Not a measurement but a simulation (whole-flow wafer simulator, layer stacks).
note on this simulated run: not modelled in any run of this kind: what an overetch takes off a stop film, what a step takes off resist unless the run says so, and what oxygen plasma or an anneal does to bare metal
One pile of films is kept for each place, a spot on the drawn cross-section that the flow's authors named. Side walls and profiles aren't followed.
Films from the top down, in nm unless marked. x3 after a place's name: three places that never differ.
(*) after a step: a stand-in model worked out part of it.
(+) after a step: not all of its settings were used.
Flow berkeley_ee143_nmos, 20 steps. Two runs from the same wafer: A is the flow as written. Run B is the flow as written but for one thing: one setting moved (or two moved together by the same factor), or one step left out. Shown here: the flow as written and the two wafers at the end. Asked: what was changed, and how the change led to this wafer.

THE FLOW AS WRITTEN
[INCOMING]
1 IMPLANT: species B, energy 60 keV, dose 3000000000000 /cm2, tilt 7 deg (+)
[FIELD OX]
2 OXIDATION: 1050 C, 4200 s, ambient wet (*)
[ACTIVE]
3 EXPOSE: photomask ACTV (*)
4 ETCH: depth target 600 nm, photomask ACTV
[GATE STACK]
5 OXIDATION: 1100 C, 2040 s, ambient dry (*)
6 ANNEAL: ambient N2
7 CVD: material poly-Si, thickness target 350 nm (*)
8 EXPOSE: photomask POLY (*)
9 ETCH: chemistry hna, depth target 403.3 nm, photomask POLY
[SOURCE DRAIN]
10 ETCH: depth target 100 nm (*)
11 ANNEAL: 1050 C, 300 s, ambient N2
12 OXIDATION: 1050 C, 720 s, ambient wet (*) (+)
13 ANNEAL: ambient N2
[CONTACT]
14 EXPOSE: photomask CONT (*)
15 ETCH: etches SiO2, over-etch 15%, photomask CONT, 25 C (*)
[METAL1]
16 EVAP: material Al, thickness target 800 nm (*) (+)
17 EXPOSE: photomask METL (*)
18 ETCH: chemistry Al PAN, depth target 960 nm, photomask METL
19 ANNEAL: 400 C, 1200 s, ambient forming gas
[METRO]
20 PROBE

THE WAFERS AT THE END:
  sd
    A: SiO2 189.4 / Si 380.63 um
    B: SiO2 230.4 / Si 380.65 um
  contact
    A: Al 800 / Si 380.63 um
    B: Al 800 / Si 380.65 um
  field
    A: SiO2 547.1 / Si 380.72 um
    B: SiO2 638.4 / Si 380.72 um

The cause: step 10, ETCH: depth target 100 nm (*), was left out.

How the change led to this, step by step:
  12 OXIDATION: 1050 C, 720 s, ambient wet (*) (+)
      sd, contact: A SiO2 +189.4 (new film), Si -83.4 | B SiO2 +150.7, Si -66.3
      field: A SiO2 +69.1, Si -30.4 | B SiO2 +60.4, Si -26.6
  15 ETCH: etches SiO2, over-etch 15%, photomask CONT, 25 C (*)
      contact: A SiO2 -189.4 (all of it) | B SiO2 -230.4 (all of it)
